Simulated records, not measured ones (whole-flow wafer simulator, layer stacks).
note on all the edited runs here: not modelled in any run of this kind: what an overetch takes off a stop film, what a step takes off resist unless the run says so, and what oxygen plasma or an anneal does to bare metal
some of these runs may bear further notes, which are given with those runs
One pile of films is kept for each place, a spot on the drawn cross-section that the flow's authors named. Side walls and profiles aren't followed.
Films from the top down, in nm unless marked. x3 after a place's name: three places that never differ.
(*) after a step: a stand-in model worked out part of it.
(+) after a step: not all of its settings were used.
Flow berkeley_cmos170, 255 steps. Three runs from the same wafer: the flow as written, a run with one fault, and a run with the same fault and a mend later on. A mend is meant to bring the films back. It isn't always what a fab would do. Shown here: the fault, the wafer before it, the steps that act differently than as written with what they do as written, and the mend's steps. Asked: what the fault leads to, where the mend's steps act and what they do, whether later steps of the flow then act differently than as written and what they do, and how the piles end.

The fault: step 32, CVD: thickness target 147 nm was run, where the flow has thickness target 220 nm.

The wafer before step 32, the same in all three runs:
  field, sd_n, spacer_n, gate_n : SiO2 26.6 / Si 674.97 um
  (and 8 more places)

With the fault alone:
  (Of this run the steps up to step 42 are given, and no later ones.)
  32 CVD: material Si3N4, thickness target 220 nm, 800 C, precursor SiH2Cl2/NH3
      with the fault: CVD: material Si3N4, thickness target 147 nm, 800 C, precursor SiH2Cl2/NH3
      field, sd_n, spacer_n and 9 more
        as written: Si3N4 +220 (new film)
        with the fault: Si3N4 +147 (new film)
  Later steps of the flow that act differently than as written:
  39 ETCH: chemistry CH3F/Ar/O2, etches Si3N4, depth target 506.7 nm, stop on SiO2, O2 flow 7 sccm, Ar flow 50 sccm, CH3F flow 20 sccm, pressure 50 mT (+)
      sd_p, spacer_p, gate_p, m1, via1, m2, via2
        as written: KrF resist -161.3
        with the fault: KrF resist -112.7
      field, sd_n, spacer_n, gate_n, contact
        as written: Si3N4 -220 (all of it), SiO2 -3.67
        with the fault: Si3N4 -147 (all of it), SiO2 -3.67
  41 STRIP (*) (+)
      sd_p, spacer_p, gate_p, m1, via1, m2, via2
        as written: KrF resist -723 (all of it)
        with the fault: KrF resist -771.7 (all of it)
  After step 42 the piles differ from the flow's by more than 2% or 0.5 nm, whichever is larger, at sd_p, spacer_p, gate_p, m1, via1, m2, via2.
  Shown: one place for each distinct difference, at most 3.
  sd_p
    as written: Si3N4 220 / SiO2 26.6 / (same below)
    with the fault: Si3N4 147 / SiO2 26.6 / (same below)

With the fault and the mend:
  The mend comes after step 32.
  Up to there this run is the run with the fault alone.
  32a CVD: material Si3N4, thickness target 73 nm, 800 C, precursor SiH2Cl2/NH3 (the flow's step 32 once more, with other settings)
      field, sd_n, spacer_n and 9 more
        Si3N4 +73
  No later step of the flow acts differently than as written at any place that is followed.
  At the end the piles are the same as the flow's at every place that both follow.
